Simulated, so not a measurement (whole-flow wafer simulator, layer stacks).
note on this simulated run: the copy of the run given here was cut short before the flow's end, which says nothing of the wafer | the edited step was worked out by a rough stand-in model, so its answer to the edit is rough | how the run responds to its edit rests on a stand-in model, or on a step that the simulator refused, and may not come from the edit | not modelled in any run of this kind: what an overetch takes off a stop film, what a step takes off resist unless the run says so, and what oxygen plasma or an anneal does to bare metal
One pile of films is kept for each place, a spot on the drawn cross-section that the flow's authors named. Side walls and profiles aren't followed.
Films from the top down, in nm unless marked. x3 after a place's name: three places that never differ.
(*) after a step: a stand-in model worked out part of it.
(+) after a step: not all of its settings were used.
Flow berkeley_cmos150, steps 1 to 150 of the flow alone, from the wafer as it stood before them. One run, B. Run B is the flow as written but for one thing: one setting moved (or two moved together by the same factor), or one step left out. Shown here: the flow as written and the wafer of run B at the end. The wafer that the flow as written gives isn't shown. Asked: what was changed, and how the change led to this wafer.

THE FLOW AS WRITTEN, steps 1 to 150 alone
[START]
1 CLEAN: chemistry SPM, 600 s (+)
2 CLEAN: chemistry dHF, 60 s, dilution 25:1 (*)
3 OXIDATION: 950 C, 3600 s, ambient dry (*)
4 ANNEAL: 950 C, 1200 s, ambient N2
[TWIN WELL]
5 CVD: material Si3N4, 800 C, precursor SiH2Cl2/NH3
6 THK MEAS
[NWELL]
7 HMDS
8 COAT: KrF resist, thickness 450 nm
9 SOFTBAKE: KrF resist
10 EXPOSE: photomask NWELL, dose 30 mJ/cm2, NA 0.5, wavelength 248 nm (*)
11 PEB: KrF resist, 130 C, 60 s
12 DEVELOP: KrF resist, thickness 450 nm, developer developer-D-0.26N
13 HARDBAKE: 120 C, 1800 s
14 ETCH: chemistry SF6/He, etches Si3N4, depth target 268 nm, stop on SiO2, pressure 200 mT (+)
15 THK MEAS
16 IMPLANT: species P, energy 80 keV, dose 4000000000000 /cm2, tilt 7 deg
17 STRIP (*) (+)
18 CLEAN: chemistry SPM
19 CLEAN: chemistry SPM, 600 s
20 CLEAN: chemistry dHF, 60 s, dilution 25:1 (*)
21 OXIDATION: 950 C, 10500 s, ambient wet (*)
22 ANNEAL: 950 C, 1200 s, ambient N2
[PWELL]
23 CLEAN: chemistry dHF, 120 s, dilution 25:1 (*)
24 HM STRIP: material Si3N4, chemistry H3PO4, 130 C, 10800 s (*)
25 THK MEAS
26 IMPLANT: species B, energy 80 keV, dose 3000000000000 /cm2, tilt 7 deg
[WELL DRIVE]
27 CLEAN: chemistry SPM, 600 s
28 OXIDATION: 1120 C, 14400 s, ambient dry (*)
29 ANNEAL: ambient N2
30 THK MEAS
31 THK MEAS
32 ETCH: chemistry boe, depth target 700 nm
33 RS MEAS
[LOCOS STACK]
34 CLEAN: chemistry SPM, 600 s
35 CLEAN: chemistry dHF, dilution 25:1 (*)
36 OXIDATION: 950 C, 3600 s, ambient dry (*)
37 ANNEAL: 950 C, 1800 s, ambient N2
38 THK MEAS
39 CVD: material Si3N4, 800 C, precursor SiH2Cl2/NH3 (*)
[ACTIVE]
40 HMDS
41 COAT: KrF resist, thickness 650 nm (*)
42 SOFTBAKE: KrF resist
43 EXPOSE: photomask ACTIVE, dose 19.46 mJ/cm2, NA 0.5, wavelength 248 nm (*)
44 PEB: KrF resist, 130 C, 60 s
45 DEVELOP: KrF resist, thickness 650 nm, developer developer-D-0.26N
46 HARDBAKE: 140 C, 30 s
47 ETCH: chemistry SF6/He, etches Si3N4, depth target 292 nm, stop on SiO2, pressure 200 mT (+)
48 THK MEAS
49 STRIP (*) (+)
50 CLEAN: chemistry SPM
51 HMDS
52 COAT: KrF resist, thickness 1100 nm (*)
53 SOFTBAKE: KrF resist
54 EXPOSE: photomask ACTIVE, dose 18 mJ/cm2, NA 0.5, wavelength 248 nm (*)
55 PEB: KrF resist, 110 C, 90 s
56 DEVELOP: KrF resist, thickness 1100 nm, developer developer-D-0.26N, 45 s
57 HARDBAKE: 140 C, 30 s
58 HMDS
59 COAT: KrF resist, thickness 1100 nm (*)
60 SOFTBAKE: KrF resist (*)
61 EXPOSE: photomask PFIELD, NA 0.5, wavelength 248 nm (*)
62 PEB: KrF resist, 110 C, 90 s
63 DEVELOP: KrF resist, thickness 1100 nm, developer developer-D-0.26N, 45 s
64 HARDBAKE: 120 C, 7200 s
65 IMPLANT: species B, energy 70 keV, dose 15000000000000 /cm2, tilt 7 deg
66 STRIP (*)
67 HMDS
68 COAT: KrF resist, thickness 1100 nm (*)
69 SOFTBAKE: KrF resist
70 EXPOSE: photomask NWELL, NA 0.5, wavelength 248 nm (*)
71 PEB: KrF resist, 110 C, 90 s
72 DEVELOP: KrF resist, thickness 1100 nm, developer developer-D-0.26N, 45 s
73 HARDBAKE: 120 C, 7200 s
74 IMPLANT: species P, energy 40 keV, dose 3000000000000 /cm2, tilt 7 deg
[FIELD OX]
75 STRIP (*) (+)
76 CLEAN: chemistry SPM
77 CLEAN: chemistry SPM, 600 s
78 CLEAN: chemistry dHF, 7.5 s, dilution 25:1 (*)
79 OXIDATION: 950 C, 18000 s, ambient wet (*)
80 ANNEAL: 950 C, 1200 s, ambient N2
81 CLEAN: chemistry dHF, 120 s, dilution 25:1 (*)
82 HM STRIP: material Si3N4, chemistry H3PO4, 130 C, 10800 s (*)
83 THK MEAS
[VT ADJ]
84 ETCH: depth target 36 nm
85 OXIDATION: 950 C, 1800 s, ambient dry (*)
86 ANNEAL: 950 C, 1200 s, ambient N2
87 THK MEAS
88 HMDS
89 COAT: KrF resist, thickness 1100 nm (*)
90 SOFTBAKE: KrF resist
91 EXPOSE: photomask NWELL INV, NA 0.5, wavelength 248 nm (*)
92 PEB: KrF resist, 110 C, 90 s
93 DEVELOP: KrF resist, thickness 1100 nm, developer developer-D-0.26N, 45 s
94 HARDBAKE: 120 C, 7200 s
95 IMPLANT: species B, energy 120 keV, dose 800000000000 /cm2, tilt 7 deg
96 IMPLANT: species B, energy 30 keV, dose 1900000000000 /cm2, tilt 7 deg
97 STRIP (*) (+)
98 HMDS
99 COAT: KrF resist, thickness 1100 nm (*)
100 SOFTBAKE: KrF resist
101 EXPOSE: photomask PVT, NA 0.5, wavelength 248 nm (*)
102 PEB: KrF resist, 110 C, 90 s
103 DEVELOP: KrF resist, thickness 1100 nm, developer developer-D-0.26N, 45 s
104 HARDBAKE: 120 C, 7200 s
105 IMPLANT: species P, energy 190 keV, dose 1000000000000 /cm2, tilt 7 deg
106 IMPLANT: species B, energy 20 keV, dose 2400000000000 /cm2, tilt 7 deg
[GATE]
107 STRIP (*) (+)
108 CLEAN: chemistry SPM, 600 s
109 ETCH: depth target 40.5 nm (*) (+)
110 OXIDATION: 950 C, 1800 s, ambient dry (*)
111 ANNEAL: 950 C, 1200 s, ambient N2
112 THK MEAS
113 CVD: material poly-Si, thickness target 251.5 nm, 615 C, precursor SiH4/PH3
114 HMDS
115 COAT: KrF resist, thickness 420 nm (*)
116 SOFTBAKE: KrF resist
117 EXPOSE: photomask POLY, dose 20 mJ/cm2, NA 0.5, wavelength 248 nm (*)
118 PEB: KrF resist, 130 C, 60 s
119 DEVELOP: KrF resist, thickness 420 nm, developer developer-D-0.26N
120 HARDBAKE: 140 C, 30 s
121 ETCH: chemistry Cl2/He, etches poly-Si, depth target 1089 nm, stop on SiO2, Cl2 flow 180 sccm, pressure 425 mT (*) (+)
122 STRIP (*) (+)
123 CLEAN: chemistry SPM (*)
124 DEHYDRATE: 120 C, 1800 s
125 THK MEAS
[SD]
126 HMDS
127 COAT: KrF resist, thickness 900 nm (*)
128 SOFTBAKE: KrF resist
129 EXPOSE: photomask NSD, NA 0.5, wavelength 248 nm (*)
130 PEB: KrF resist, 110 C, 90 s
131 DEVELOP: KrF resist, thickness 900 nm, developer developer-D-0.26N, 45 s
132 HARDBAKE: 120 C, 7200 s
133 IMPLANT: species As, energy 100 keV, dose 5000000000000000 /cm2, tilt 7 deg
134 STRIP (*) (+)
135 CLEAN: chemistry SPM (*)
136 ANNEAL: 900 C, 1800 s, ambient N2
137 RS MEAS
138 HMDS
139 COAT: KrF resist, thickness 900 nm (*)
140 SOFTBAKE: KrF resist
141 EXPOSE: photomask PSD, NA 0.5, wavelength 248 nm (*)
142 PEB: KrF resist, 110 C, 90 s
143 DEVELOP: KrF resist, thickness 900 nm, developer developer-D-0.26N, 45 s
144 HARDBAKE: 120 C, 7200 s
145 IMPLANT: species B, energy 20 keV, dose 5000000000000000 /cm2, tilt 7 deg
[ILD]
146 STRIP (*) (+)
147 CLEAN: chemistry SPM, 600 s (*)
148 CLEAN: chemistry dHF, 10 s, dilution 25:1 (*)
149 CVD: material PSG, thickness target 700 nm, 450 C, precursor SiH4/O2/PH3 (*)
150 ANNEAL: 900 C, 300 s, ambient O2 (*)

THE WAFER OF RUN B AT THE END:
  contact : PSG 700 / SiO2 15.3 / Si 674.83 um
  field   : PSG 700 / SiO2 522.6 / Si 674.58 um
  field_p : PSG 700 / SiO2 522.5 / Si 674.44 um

The cause: step 3, OXIDATION: 1092 C was run, where the flow has 950 C.

How the change led to this, step by step:
  3 OXIDATION: 950 C, 3600 s, ambient dry (*)
      field, field_p, sd_n, gate_n, sd_p, gate_p, contact, m1: SiO2 +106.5 (new film), Si -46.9 (as written it would be: SiO2 +31.5 (new film), Si -13.8)
  21 OXIDATION: 950 C, 10500 s, ambient wet (*)
      field_p, sd_p, gate_p: SiO2 +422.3, Si -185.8 (as written it would be: SiO2 +461.2, Si -202.9)
  28 OXIDATION: 1120 C, 14400 s, ambient dry (*)
      field, sd_n, gate_n, contact, m1: SiO2 +212, Si -93.3 (as written it would be: SiO2 +261.5, Si -115.1)
      field_p, sd_p, gate_p: SiO2 +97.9, Si -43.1 (as written it would be: SiO2 +103.6, Si -45.6)
  32 ETCH: chemistry boe, depth target 700 nm
      field, sd_n, gate_n, contact, m1: SiO2 -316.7 (all of it) (as written it would be: SiO2 -291.1 (all of it))
      field_p, sd_p, gate_p: SiO2 -586 (all of it) (as written it would be: SiO2 -555.5 (all of it))
